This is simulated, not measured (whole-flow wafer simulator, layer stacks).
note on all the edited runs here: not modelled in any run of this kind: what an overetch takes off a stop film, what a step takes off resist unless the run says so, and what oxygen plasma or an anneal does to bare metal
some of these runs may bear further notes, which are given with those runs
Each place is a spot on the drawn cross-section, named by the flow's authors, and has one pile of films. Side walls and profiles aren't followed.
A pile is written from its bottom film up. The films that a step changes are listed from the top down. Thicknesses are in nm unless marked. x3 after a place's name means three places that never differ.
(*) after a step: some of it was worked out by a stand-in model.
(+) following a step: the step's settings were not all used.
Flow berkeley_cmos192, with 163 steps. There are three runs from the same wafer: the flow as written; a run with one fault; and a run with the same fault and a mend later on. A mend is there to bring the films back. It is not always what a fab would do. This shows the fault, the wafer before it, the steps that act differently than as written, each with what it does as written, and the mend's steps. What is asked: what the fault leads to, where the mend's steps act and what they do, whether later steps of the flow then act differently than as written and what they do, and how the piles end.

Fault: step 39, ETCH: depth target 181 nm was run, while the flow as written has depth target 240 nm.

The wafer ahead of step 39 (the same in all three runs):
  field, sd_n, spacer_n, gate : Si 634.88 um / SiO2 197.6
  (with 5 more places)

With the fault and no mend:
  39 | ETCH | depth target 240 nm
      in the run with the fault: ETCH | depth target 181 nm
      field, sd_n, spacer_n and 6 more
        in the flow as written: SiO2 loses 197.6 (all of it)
        in the run with the fault: SiO2 loses 181
  Later steps of the flow acting differently than as written (43 more steps, not shown, differ only slightly: by at most 2% or 0.5 nm, whichever is larger):
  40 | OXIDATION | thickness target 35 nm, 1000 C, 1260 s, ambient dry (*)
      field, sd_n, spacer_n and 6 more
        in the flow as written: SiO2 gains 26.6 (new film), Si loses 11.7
        in the run with the fault: SiO2 gains 21.6, Si loses 9.52
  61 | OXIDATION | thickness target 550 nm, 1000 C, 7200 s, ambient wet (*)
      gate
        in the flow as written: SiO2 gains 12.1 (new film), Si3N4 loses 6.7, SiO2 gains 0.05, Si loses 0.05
        in the run with the fault: SiO2 gains 12.1 (new film), Si3N4 loses 6.7
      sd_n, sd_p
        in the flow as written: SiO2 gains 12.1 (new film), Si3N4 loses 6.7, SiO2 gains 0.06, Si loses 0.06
        in the run with the fault: SiO2 gains 12.1 (new film), Si3N4 loses 6.7, SiO2 gains 0.8, Si loses 0.37
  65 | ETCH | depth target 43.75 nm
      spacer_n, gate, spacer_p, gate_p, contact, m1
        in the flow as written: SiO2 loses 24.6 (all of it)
        in the run with the fault: SiO2 loses 36.2 (all of it)
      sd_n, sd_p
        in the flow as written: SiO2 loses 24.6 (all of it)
        in the run with the fault: SiO2 loses 37 (all of it)
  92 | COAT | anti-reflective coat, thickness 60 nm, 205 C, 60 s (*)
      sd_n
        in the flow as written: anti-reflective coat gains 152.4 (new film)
        in the run with the fault: anti-reflective coat gains 157.8 (new film)
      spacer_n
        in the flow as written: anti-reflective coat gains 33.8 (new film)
        in the run with the fault: anti-reflective coat gains 31.8 (new film)
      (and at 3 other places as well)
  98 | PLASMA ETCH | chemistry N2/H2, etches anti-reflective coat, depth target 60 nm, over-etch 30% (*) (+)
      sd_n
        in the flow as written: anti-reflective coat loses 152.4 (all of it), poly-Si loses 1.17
        in the run with the fault: anti-reflective coat loses 157.8 (all of it), poly-Si loses 1.21
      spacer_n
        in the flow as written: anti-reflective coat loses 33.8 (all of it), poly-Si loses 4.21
        in the run with the fault: anti-reflective coat loses 31.8 (all of it), poly-Si loses 4.45
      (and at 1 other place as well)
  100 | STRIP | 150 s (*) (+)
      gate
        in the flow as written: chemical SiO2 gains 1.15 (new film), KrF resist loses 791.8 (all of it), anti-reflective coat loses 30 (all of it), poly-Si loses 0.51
        in the run with the fault: chemical SiO2 gains 1.15 (new film), KrF resist loses 798.2 (all of it), anti-reflective coat loses 27.8 (all of it), poly-Si loses 0.51
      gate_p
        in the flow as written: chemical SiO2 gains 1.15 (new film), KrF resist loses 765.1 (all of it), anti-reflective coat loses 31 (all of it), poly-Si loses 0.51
        in the run with the fault: chemical SiO2 gains 1.15 (new film), KrF resist loses 769.3 (all of it), anti-reflective coat loses 29.4 (all of it), poly-Si loses 0.51
  When the end is reached, the piles differ only a little from the flow's at the places that both follow, at most by 2% or 0.5 nm, whichever is larger.

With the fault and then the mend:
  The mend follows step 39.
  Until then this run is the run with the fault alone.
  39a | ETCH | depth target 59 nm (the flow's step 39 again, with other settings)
      field, sd_n, spacer_n and 6 more
        SiO2 loses 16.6 (all of it)
  None of the later steps of the flow acts differently than as written at any place that is followed.
  The piles end the same as the flow's at every place that both follow.
